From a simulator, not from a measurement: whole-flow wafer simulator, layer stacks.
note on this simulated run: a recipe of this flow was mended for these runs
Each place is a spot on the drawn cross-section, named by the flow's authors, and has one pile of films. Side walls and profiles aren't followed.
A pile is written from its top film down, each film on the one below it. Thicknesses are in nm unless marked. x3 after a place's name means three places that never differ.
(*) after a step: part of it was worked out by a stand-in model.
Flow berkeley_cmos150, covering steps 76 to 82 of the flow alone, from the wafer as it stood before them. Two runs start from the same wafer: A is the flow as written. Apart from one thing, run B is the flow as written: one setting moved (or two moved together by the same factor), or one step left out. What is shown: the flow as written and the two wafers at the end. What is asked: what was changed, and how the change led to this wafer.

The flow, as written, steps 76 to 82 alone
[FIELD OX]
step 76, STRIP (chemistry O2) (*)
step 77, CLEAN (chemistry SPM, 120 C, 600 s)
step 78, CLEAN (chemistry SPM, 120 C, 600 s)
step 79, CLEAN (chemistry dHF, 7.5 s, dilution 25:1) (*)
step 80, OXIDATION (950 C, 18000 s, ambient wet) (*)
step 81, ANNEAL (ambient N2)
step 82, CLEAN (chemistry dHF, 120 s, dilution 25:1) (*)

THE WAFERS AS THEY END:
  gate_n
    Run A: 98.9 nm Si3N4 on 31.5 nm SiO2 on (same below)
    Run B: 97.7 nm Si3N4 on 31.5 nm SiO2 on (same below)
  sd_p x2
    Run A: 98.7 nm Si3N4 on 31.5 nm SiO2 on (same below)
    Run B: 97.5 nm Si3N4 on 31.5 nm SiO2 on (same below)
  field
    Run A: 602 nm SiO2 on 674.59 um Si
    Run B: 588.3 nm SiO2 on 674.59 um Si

What caused this: step 82, CLEAN: 192 s was run, while the flow as written has 120 s.

Step by step, how the change led to this:
  step 82, CLEAN (chemistry dHF, 120 s, dilution 25:1) (*)
      sd_n, gate_n, sd_p x2, contact, m1: A SiO2 loses 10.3 (all of it), Si3N4 loses 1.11 | B SiO2 loses 10.3 (all of it), Si3N4 loses 2.32
      field, field_p: A SiO2 loses 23 | B SiO2 loses 36.7
